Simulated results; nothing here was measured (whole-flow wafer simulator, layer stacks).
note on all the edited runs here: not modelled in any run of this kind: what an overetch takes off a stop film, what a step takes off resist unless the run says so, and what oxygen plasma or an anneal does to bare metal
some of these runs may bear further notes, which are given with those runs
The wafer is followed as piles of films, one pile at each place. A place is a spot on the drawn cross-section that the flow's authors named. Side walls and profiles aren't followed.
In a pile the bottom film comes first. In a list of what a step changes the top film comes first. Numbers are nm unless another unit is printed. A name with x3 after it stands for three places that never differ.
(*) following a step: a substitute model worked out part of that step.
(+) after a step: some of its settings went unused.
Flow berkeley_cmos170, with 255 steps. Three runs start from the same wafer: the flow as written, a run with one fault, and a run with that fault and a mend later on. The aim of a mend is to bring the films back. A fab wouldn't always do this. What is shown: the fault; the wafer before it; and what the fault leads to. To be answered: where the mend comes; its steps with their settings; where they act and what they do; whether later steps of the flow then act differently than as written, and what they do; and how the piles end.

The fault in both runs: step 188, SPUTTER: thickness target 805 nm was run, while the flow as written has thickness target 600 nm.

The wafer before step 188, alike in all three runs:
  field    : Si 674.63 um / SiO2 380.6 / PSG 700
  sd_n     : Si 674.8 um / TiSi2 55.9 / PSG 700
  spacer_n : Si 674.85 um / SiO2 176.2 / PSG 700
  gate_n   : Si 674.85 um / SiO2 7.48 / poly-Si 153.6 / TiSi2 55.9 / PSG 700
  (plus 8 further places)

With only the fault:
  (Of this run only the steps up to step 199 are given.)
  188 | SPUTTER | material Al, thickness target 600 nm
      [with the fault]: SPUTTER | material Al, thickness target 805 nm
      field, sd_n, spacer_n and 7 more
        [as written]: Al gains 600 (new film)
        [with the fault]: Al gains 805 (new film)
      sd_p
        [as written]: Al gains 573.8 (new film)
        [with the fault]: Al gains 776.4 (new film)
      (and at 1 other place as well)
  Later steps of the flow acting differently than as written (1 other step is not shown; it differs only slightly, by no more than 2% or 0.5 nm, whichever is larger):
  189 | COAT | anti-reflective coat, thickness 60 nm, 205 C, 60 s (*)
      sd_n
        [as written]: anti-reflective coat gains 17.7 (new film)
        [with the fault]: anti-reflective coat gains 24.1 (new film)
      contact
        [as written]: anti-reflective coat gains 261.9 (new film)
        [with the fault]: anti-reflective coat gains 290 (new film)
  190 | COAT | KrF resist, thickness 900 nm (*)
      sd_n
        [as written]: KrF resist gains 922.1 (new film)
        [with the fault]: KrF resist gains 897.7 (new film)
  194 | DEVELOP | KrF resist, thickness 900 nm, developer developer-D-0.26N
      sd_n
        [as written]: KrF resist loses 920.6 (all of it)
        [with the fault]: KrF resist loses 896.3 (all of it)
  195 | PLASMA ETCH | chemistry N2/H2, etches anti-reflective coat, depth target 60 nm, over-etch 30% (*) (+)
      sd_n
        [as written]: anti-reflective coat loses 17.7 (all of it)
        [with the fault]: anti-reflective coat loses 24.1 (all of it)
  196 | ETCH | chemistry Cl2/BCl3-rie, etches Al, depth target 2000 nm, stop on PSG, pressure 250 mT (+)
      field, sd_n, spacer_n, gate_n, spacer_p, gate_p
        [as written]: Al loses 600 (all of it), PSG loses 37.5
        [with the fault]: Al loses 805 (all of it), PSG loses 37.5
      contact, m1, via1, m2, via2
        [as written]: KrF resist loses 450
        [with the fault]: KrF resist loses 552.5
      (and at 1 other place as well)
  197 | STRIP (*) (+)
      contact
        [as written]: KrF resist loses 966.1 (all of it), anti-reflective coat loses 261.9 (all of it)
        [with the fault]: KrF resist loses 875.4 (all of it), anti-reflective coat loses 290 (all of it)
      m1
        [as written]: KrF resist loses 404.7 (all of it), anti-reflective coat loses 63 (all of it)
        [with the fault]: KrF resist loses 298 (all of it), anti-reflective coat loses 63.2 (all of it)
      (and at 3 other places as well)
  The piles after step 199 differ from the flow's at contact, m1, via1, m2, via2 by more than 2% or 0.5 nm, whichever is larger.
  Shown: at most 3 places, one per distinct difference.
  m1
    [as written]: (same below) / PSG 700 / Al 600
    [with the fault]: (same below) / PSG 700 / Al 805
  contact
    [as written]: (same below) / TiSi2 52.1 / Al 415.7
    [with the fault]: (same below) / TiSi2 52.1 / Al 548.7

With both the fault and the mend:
  The mend stands after step 188.
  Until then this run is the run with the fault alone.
  188a | ETCH | chemistry al pan, depth target 925.8 nm
      field, sd_n, spacer_n and 7 more
        Al loses 805 (all of it)
      sd_p
        Al loses 776.4 (all of it)
      contact
        Al loses 548.7 (all of it)
  188b | SPUTTER | material Al, thickness target 600 nm (a further turn of the flow's step 188)
      field, sd_n, spacer_n and 7 more
        Al gains 600 (new film)
      sd_p
        Al gains 573.8 (new film)
      contact
        Al gains 415.7 (new film)
  Later steps of the flow that are run all act as written at every place that is followed.
  The piles end the same as the flow's at every place that both follow.
